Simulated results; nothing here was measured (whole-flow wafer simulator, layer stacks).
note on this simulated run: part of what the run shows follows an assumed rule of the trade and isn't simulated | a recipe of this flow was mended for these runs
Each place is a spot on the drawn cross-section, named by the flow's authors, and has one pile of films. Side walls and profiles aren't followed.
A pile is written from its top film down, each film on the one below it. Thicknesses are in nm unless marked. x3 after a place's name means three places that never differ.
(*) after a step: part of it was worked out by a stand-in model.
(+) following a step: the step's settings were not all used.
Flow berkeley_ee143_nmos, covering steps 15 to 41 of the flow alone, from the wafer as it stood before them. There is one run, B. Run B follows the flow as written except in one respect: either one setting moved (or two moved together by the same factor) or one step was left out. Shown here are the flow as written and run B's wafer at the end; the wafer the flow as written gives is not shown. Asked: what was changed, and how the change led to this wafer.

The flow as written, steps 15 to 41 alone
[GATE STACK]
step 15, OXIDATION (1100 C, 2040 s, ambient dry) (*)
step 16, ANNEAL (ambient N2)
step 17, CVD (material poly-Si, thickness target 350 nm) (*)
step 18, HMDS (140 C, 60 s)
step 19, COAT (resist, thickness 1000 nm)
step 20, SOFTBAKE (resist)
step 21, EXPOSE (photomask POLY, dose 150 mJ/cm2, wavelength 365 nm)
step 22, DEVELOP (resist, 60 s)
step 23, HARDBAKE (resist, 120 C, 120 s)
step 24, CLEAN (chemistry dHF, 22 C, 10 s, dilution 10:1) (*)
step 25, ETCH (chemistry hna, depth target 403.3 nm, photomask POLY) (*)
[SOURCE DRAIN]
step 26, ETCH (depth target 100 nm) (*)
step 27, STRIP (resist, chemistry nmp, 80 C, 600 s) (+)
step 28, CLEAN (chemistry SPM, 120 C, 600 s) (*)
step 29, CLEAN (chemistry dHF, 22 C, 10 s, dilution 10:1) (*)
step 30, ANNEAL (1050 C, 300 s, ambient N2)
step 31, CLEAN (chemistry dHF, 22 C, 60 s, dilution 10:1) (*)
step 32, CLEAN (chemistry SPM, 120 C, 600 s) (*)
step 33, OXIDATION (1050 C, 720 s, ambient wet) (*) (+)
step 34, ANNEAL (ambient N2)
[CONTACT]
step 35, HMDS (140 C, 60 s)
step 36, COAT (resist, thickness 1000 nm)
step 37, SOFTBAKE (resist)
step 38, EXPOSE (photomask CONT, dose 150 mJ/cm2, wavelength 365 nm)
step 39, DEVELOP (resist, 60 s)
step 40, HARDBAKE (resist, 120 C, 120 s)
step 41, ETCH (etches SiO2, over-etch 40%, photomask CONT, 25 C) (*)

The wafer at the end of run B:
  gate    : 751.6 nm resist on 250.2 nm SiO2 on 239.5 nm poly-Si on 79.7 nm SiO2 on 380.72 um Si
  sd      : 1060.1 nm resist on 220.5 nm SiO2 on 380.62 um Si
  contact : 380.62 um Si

The reason: step 33, OXIDATION: 893 s was run, while the flow as written has 720 s.

The path from the change to this, step by step:
  step 33, OXIDATION (1050 C, 720 s, ambient wet) (*) (+)
      sd, contact: +220.5 SiO2 (new film), -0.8 chemical SiO2 (all of it), -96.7 Si (as written it would have been: +189.4 SiO2 (new film), -0.8 chemical SiO2 (all of it), -83 Si)
      gate: +250.2 SiO2 (new film), -0.8 chemical SiO2 (all of it), -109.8 poly-Si (as written it would have been: +217.6 SiO2 (new film), -0.8 chemical SiO2 (all of it), -95.4 poly-Si)
      (and at 1 other place as well)
  step 41, ETCH (etches SiO2, over-etch 40%, photomask CONT, 25 C) (*)
      contact: -220.5 SiO2 (all of it) (as written it would have been: -189.4 SiO2 (all of it))
